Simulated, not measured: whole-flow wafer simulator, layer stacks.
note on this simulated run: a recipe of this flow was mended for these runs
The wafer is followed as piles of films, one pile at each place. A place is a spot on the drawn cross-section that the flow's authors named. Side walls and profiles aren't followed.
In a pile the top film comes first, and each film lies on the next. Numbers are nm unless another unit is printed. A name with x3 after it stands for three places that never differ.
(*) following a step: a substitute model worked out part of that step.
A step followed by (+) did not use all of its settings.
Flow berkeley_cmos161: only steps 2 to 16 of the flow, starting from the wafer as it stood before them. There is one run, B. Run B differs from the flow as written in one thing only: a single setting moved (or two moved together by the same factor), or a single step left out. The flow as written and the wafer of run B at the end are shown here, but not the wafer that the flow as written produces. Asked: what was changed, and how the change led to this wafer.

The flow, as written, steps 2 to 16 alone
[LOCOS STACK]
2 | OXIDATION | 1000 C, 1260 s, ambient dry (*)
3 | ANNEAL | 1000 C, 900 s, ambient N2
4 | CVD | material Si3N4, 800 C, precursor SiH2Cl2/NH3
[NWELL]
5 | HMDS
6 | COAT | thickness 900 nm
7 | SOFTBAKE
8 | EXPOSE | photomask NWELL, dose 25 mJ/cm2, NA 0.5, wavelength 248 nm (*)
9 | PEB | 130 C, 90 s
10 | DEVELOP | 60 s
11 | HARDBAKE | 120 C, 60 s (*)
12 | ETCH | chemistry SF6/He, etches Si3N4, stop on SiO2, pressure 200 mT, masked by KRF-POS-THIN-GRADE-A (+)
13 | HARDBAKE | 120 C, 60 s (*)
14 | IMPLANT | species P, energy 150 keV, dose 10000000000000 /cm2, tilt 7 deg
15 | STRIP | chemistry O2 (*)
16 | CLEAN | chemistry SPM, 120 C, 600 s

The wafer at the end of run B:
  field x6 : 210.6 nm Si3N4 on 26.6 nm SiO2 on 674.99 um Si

The reason: step 4, CVD: 792 C was run, whereas the flow has 800 C.

Step by step, how the change led to this:
  4 | CVD | material Si3N4, 800 C, precursor SiH2Cl2/NH3
      field x6, sd_p x3: Si3N4 gains 210.6 (new film) (it would be, as written: Si3N4 gains 229.8 (new film))
  12 | ETCH | chemistry SF6/He, etches Si3N4, stop on SiO2, pressure 200 mT, masked by KRF-POS-THIN-GRADE-A (+)
      field x6: KrF-resist loses 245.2 (it would be, as written: KrF-resist loses 266.1)
      sd_p x3: Si3N4 loses 210.6 (all of it), SiO2 loses 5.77 (it would be, as written: Si3N4 loses 229.8 (all of it), SiO2 loses 5.77)
  15 | STRIP | chemistry O2 (*)
      field x6: KrF-resist loses 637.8 (all of it) (it would be, as written: KrF-resist loses 616.9 (all of it))
